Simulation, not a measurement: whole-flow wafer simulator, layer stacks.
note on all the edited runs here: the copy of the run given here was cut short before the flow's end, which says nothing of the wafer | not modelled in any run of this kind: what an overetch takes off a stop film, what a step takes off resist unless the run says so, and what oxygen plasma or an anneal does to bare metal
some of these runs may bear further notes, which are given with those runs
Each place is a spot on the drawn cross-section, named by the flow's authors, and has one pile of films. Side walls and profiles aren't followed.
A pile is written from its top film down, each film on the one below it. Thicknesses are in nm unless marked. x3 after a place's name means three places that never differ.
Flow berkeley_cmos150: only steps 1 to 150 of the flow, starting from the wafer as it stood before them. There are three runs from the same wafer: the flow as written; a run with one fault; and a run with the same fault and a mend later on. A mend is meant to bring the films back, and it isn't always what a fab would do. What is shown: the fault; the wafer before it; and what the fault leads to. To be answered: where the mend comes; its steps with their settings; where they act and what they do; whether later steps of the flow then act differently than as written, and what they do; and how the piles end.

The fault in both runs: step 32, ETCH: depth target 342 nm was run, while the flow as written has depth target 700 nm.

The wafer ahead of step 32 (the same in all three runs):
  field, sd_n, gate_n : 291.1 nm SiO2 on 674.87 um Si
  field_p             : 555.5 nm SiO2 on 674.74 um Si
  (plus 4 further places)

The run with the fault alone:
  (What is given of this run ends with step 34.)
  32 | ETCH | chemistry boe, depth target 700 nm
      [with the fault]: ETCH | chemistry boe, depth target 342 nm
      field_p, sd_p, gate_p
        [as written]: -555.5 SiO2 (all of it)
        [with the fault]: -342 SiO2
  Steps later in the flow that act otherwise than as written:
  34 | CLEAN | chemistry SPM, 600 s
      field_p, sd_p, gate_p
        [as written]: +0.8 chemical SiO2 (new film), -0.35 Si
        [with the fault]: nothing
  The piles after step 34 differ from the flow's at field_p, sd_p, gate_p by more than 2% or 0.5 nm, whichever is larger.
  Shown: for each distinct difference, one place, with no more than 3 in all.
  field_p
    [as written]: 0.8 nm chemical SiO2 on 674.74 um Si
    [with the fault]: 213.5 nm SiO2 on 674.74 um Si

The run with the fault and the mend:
  The mend follows step 33.
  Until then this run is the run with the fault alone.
  33a | ETCH | chemistry boe, depth target 358 nm (a further turn of the flow's step 32, with different settings)
      field_p, sd_p, gate_p
        -213.5 SiO2 (all of it)
  Later steps of the flow that are run all act as written at every place that is followed.
  At every place that both follow, the piles at the end match the flow's.
